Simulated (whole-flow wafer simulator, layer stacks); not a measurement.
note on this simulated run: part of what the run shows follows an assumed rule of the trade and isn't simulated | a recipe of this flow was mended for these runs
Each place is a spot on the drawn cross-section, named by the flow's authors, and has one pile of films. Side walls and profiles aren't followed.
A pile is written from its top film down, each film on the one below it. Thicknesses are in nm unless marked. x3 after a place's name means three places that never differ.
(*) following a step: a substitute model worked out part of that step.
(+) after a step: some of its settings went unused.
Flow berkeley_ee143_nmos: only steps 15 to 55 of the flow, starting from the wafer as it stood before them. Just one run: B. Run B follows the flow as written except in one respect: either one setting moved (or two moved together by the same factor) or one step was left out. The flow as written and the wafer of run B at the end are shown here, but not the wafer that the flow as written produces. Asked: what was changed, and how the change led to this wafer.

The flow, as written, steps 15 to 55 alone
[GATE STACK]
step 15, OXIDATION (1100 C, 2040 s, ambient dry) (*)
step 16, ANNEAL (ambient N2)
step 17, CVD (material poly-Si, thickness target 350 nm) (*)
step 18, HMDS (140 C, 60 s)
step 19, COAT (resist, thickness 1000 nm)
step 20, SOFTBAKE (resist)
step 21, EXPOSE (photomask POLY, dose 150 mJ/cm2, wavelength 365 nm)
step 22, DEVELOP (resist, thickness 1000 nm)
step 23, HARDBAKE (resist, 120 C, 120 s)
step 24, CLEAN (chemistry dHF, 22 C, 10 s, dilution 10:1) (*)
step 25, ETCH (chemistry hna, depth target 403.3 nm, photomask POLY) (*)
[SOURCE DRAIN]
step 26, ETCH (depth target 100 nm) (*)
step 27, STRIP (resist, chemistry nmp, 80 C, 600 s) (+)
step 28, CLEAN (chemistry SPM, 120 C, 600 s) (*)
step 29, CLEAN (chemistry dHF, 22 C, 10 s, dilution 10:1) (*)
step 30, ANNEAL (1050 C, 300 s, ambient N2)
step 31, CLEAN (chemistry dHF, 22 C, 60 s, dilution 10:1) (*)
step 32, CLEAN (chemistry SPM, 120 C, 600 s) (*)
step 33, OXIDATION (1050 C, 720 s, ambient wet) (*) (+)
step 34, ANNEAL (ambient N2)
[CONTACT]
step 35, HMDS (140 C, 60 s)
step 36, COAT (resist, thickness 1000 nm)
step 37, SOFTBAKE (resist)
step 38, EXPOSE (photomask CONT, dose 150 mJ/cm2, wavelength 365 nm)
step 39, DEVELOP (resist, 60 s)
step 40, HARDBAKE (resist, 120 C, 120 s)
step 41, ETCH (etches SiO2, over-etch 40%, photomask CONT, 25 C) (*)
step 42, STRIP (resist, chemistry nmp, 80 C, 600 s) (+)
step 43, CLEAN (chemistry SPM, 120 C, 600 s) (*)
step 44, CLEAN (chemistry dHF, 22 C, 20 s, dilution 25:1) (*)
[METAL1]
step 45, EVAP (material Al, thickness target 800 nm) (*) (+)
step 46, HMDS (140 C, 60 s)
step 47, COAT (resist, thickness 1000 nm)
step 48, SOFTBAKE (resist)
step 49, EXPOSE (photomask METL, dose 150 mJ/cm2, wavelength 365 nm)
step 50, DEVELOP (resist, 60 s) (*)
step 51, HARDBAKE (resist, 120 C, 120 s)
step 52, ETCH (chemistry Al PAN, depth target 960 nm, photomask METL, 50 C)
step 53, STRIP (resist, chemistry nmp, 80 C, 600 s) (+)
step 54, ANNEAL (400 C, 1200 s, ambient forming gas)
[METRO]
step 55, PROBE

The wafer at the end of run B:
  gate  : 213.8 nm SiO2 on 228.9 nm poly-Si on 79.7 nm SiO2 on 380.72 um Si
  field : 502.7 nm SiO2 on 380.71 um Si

What caused this: step 17, CVD: thickness target 325 nm was run, though the flow has thickness target 350 nm.

The path from the change to this, step by step:
  step 17, CVD (material poly-Si, thickness target 350 nm) (*)
      gate, sd, contact, field: poly-Si gains 325 (new film) (in the flow as written it would be: poly-Si gains 350 (new film))
  step 25, ETCH (chemistry hna, depth target 403.3 nm, photomask POLY) (*)
      sd, contact, field: poly-Si loses 325 (all of it), SiO2 loses 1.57 (in the flow as written it would be: poly-Si loses 350 (all of it), SiO2 loses 1.07)
